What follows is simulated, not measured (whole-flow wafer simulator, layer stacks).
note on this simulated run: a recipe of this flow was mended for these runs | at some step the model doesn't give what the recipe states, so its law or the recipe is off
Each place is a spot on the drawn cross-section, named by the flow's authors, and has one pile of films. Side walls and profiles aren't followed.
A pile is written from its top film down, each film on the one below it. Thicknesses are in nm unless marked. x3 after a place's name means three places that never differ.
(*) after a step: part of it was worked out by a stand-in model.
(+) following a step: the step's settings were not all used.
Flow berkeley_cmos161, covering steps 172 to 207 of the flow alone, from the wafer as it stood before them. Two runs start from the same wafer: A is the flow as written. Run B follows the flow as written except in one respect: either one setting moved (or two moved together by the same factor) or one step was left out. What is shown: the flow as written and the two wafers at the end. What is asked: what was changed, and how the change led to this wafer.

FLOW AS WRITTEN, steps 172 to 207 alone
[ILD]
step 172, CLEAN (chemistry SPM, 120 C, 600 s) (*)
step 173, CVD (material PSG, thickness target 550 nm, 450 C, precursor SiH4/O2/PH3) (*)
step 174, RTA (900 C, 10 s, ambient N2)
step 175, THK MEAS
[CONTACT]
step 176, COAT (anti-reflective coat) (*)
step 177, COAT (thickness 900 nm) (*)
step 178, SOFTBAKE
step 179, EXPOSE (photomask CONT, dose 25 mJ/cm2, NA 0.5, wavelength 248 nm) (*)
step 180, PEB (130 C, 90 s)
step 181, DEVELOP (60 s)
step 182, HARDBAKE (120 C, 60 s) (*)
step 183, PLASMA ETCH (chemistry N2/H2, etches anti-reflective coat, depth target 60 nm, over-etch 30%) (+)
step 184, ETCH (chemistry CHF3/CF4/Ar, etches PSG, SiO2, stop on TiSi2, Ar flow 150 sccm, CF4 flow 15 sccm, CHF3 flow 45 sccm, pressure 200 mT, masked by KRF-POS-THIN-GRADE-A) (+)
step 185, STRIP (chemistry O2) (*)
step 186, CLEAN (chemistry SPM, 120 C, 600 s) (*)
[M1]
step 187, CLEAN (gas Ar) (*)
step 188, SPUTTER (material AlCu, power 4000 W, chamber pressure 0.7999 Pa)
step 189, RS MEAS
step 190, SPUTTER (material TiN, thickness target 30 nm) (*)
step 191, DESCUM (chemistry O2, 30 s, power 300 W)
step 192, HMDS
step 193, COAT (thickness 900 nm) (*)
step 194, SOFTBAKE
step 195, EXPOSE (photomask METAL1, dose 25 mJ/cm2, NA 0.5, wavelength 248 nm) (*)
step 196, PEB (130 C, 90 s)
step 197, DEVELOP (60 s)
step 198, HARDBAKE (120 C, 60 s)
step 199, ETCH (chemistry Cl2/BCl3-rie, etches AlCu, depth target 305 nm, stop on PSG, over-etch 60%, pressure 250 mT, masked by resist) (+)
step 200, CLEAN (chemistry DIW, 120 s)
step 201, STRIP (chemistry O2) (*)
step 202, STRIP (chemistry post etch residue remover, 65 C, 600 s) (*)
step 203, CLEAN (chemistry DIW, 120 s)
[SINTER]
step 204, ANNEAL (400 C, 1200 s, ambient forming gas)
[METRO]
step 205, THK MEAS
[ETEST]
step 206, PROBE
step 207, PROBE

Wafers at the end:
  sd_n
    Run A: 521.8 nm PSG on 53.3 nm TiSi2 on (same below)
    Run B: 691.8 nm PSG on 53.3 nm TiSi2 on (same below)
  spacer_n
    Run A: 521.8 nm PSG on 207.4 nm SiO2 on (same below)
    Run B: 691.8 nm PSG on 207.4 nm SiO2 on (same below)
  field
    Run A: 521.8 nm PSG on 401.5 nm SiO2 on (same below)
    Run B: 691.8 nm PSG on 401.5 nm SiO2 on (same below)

The reason: step 173, CVD: thickness target 720 nm was run, while the flow as written has thickness target 550 nm.

Step by step, how the change led to this:
  step 173, CVD (material PSG, thickness target 550 nm, 450 C, precursor SiH4/O2/PH3) (*)
      field, sd_n, spacer_n, gate_n, spacer_p, gate_p, contact, m1: A +550 PSG (new film) | B +720 PSG (new film)
      sd_p: A +522.4 PSG (new film) | B +680.8 PSG (new film)
  step 176, COAT (anti-reflective coat) (*)
      field: A +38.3 anti-reflective coat (new film) | B +39.1 anti-reflective coat (new film)
      sd_n: A +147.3 anti-reflective coat (new film) | B +150.4 anti-reflective coat (new film)
      (as well as at 3 more places)
  step 183, PLASMA ETCH (chemistry N2/H2, etches anti-reflective coat, depth target 60 nm, over-etch 30%) (+)
      field, sd_n, spacer_n, gate_n, sd_p, spacer_p, gate_p, m1: A -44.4 KrF-resist | B -45.6 KrF-resist
      contact: A -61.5 anti-reflective coat (all of it), -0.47 PSG | B -63.1 anti-reflective coat (all of it), -0.49 PSG
  step 184, ETCH (chemistry CHF3/CF4/Ar, etches PSG, SiO2, stop on TiSi2, Ar flow 150 sccm, CF4 flow 15 sccm, CHF3 flow 45 sccm, pressure 200 mT, masked by KRF-POS-THIN-GRADE-A) (+)
      field, sd_n, spacer_n, gate_n, sd_p, spacer_p, gate_p, m1: A -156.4 KrF-resist | B -198.9 KrF-resist
      contact: A -549.5 PSG (all of it), -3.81 TiSi2 | B -719.5 PSG (all of it), -3.81 TiSi2
  step 185, STRIP (chemistry O2) (*)
      field: A -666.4 KrF-resist (all of it), -38.3 anti-reflective coat (all of it) | B -623.1 KrF-resist (all of it), -39.1 anti-reflective coat (all of it)
      sd_n: A -693.9 KrF-resist (all of it), -147.3 anti-reflective coat (all of it) | B -647.9 KrF-resist (all of it), -150.4 anti-reflective coat (all of it)
      (as well as at 6 more places)
  step 188, SPUTTER (material AlCu, power 4000 W, chamber pressure 0.7999 Pa)
      contact: A +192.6 AlCu (new film) | B +172.3 AlCu (new film)
  step 190, SPUTTER (material TiN, thickness target 30 nm) (*)
      contact: A +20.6 TiN (new film) | B +18.2 TiN (new film)
  step 193, COAT (thickness 900 nm) (*)
      sd_n: A +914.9 KrF-resist (new film) | B +886.5 KrF-resist (new film)
      contact: A +1497.7 KrF-resist (new film) | B +1652.2 KrF-resist (new film)
  step 197, DEVELOP (60 s)
      sd_n: A -912.7 KrF-resist (all of it) | B -884.4 KrF-resist (all of it)
  step 198, HARDBAKE (120 C, 60 s)
      contact: A -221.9 KrF-resist | B -244.8 KrF-resist
  step 201, STRIP (chemistry O2) (*)
      contact: A -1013 KrF-resist (all of it) | B -1144.1 KrF-resist (all of it)
      m1: A -537.5 KrF-resist (all of it) | B -522.5 KrF-resist (all of it)
